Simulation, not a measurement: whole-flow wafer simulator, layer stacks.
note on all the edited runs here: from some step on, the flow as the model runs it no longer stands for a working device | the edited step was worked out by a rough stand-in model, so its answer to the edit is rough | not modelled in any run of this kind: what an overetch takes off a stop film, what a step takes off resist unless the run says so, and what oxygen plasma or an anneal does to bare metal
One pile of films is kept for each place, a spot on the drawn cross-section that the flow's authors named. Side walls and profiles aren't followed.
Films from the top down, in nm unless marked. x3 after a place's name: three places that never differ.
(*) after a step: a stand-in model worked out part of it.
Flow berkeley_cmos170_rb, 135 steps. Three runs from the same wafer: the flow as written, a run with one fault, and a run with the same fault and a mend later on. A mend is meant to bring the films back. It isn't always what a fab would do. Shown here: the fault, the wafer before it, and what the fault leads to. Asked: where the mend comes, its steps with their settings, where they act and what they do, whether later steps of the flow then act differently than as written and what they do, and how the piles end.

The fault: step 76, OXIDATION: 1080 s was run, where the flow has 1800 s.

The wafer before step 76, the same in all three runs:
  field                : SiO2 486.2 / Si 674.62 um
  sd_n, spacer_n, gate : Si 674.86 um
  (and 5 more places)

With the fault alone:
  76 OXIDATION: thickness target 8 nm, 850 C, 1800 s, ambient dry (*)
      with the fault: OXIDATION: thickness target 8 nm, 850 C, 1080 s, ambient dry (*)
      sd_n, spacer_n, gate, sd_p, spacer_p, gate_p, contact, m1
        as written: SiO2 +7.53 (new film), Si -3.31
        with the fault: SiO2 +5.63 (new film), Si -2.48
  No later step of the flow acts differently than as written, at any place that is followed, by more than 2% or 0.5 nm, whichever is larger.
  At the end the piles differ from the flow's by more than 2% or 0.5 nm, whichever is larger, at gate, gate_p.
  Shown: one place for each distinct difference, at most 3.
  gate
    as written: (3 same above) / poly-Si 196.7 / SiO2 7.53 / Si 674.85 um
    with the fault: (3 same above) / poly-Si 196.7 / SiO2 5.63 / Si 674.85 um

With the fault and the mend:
  The mend comes after step 76.
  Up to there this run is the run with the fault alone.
  76a OXIDATION: thickness target 8 nm, 850 C, 720 s, ambient dry (*) (the flow's step 76 once more, with other settings)
      sd_n, spacer_n, gate, sd_p, spacer_p, gate_p, contact, m1
        SiO2 +1.89, Si -0.83
      field
        SiO2 +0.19, Si -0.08
  No later step of the flow acts differently than as written at any place that is followed.
  At the end the piles are the same as the flow's at every place that both follow.
